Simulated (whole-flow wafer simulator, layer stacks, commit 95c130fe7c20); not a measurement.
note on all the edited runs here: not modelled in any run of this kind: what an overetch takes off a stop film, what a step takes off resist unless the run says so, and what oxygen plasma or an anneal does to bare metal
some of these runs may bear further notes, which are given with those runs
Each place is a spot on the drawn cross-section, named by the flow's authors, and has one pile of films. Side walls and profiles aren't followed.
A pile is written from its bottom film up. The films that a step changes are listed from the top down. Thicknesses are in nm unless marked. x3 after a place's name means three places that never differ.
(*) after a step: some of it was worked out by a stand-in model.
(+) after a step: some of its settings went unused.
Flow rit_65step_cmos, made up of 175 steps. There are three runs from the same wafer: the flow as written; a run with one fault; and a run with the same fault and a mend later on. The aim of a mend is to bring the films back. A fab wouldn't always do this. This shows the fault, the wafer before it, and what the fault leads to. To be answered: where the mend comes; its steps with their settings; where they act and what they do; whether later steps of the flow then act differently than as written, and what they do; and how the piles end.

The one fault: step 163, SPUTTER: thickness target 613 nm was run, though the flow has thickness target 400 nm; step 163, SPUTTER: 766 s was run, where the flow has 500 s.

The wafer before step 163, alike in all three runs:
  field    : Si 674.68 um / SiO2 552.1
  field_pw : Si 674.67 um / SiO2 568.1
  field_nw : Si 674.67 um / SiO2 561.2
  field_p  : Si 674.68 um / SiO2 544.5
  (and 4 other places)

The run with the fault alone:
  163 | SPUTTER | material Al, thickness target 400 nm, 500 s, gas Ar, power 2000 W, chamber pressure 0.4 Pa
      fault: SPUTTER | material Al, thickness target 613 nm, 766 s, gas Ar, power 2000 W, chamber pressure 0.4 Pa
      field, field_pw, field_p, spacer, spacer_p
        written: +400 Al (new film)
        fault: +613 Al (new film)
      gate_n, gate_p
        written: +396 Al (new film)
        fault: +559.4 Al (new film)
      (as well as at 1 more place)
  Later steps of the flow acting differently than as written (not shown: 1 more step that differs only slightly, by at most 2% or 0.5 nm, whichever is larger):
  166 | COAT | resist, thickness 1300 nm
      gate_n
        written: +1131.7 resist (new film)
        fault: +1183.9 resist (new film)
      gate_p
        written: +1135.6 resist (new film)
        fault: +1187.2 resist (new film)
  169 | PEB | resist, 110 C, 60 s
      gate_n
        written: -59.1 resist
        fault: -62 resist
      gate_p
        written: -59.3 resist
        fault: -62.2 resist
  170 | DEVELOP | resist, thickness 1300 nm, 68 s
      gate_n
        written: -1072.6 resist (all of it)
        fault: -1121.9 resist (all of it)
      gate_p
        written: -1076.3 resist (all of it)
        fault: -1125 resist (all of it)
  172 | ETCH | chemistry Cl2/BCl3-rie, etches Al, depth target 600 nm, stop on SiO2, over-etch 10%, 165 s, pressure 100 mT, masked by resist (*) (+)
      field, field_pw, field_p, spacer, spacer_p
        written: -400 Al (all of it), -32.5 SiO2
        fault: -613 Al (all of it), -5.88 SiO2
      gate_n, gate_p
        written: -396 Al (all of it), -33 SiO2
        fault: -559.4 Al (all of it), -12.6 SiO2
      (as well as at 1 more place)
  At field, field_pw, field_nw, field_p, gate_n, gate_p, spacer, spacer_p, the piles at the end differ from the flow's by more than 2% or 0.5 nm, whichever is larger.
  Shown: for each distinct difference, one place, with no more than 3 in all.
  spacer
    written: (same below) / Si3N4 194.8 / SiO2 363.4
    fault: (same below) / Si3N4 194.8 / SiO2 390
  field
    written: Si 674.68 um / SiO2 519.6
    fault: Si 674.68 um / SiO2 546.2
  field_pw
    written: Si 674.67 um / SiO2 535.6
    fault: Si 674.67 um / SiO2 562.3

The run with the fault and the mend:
  The mend stands after step 164.
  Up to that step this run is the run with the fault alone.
  164a | ETCH | chemistry al pan, depth target 696.1 nm
      field, field_pw, field_nw, field_p, spacer, spacer_p
        -613 Al (all of it)
      gate_n, gate_p
        -559.4 Al (all of it)
  164b | SPUTTER | material Al, thickness target 400 nm, 500 s, gas Ar, power 2000 W, chamber pressure 0.4 Pa (the flow's step 163, run once more)
      field, field_pw, field_p, spacer, spacer_p
        +400 Al (new film)
      gate_n, gate_p
        +396 Al (new film)
      field_nw
        +397.2 Al (new film)
  Later steps of the flow that are run all act as written at every place that is followed.
  The piles end the same as the flow's at every place that both follow.
